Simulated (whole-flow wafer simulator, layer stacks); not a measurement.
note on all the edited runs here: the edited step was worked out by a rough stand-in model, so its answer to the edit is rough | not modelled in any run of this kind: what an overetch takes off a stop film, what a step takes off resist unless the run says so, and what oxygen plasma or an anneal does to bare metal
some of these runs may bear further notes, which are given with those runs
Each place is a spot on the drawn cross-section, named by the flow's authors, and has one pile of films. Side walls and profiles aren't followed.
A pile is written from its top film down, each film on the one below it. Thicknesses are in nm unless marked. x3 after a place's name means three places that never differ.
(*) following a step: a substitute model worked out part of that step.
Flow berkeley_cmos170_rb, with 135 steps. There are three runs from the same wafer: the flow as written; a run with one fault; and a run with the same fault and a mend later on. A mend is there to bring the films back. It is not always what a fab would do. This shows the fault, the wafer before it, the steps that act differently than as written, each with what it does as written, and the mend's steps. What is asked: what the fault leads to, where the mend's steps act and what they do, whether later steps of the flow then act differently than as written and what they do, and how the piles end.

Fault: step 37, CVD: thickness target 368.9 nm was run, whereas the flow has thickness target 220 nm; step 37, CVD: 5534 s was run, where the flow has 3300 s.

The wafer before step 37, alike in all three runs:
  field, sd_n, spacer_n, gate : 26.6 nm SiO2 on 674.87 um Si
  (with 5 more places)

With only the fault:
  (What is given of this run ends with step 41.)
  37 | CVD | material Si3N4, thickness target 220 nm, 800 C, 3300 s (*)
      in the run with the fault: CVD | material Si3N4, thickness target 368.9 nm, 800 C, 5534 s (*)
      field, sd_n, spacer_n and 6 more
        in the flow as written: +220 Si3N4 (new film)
        in the run with the fault: +368.9 Si3N4 (new film)
  None of the later steps of the flow up to step 41 acts differently than as written at any place that is followed.
  The piles after step 41 differ from the flow's at field, sd_n, spacer_n and 6 more by more than 2% or 0.5 nm, whichever is larger.
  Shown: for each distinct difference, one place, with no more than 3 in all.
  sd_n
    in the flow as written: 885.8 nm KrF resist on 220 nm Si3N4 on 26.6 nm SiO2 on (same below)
    in the run with the fault: 885.8 nm KrF resist on 368.9 nm Si3N4 on 26.6 nm SiO2 on (same below)
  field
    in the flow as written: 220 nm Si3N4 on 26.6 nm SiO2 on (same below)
    in the run with the fault: 368.9 nm Si3N4 on 26.6 nm SiO2 on (same below)

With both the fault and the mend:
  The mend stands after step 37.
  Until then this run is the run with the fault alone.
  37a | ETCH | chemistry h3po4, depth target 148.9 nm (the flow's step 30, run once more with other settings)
      field, sd_n, spacer_n and 6 more
        -148.9 Si3N4
  None of the later steps of the flow acts differently than as written at any place that is followed.
  At every place that both follow, the piles at the end match the flow's.
